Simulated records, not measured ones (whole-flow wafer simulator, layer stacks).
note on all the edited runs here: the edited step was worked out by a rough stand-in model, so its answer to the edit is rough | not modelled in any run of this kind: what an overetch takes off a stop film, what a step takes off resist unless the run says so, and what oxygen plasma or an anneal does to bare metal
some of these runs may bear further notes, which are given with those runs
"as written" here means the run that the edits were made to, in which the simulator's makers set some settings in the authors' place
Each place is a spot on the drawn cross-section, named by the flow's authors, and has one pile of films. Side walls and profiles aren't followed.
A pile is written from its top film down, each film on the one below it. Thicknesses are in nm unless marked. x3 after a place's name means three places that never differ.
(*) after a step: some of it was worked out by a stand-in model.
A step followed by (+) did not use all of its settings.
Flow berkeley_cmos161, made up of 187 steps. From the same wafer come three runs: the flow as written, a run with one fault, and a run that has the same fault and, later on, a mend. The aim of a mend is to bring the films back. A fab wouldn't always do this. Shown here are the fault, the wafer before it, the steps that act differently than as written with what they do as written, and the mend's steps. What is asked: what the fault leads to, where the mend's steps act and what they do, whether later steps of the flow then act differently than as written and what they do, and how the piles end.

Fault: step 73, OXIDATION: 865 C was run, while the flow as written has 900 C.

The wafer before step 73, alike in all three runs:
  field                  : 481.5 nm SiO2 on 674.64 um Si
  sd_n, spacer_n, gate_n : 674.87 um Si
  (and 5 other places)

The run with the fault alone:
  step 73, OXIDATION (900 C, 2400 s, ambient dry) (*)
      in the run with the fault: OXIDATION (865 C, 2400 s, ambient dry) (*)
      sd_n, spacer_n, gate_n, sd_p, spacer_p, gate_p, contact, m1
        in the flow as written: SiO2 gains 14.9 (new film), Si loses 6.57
        in the run with the fault: SiO2 gains 10.5 (new film), Si loses 4.6
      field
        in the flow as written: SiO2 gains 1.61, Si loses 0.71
        in the run with the fault: SiO2 gains 0.84, Si loses 0.37
  Steps later in the flow that act otherwise than as written (49 more steps, not shown, differ only slightly: by at most 2% or 0.5 nm, whichever is larger):
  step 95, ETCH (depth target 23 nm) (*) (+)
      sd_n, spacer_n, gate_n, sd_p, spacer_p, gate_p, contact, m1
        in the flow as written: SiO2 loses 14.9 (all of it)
        in the run with the fault: SiO2 loses 10.5 (all of it)
  At the end the piles are close to the flow's at the places that both follow, differing by at most 2% or 0.5 nm, whichever is larger.

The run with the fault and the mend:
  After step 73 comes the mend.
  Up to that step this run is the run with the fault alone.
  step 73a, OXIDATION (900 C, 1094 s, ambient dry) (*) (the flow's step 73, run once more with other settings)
      sd_n, spacer_n, gate_n, sd_p, spacer_p, gate_p, contact, m1
        SiO2 gains 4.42, Si loses 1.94
      field
        SiO2 gains 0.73, Si loses 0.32
  Every later step of the flow that is run acts as written, at every place that is followed, to within 2% or 0.5 nm, whichever is larger.
  At every place that both follow, the piles at the end match the flow's.
